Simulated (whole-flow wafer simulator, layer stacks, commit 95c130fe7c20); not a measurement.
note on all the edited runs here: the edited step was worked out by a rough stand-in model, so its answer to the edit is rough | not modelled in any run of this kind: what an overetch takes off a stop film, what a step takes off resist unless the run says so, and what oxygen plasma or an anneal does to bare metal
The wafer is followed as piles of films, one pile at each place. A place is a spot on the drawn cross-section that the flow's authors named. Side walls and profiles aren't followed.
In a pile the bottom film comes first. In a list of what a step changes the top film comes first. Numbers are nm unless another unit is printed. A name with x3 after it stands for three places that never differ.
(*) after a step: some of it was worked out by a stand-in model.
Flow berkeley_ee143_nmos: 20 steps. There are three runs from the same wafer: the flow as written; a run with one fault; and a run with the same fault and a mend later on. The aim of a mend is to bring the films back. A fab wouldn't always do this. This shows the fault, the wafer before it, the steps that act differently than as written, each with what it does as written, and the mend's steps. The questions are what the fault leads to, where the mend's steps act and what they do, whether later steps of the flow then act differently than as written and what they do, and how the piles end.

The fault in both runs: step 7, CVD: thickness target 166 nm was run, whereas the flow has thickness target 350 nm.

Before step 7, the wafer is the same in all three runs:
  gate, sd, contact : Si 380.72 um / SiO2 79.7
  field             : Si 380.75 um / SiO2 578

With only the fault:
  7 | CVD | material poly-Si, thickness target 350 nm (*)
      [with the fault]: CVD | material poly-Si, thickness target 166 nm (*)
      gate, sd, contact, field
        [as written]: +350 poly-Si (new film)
        [with the fault]: +166 poly-Si (new film)
  Later steps of the flow acting differently than as written:
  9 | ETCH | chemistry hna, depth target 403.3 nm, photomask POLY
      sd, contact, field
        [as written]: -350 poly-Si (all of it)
        [with the fault]: -166 poly-Si (all of it)
  By the end, the piles at gate depart from the flow's by more than 2% or 0.5 nm, whichever is larger.
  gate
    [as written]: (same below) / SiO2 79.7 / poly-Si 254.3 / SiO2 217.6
    [with the fault]: (same below) / SiO2 79.7 / poly-Si 70.3 / SiO2 217.6

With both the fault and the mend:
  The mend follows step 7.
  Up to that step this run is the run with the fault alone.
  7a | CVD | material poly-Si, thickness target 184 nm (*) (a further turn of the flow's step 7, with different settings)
      gate, sd, contact, field
        +184 poly-Si
  None of the later steps of the flow acts differently than as written at any place that is followed.
  At every place that both follow, the piles at the end match the flow's.
